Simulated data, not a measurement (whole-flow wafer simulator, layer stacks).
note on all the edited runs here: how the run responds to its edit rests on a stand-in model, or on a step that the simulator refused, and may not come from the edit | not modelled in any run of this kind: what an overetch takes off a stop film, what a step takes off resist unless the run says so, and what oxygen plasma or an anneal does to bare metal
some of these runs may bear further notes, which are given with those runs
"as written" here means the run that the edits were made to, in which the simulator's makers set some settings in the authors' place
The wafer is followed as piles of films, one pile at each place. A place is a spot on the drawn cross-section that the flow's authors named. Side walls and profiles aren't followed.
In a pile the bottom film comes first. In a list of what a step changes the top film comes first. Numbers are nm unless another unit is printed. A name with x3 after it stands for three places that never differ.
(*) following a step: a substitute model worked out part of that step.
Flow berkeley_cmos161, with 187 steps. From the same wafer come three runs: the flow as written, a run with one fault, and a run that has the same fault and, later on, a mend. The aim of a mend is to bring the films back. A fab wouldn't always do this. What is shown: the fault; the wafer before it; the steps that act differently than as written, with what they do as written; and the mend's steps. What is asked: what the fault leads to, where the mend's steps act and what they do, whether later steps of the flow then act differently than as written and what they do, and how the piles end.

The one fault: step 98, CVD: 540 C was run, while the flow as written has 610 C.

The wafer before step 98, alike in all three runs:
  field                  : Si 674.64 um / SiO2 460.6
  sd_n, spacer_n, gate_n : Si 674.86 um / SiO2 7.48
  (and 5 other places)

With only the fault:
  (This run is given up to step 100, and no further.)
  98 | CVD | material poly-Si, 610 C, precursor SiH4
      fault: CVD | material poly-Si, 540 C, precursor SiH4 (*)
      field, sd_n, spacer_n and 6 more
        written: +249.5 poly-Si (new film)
        fault: +47.4 poly-Si (new film)
  None of the later steps of the flow up to step 100 acts differently than as written at any place that is followed.
  The piles after step 100 differ from the flow's at field, sd_n, spacer_n and 6 more by more than 2% or 0.5 nm, whichever is larger.
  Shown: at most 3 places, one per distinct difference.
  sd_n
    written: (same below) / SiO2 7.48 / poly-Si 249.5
    fault: (same below) / SiO2 7.48 / poly-Si 47.4
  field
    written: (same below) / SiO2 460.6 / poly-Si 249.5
    fault: (same below) / SiO2 460.6 / poly-Si 47.4

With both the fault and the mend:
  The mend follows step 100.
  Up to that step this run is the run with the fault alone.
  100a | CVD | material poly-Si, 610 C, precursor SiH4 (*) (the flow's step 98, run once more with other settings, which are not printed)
      field, sd_n, spacer_n and 6 more
        +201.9 poly-Si
  None of the later steps of the flow differs from how it acts as written, at any place that is followed, by more than 2% or 0.5 nm, whichever is larger.
  At the end the piles are close to the flow's at the places that both follow, differing by at most 2% or 0.5 nm, whichever is larger.
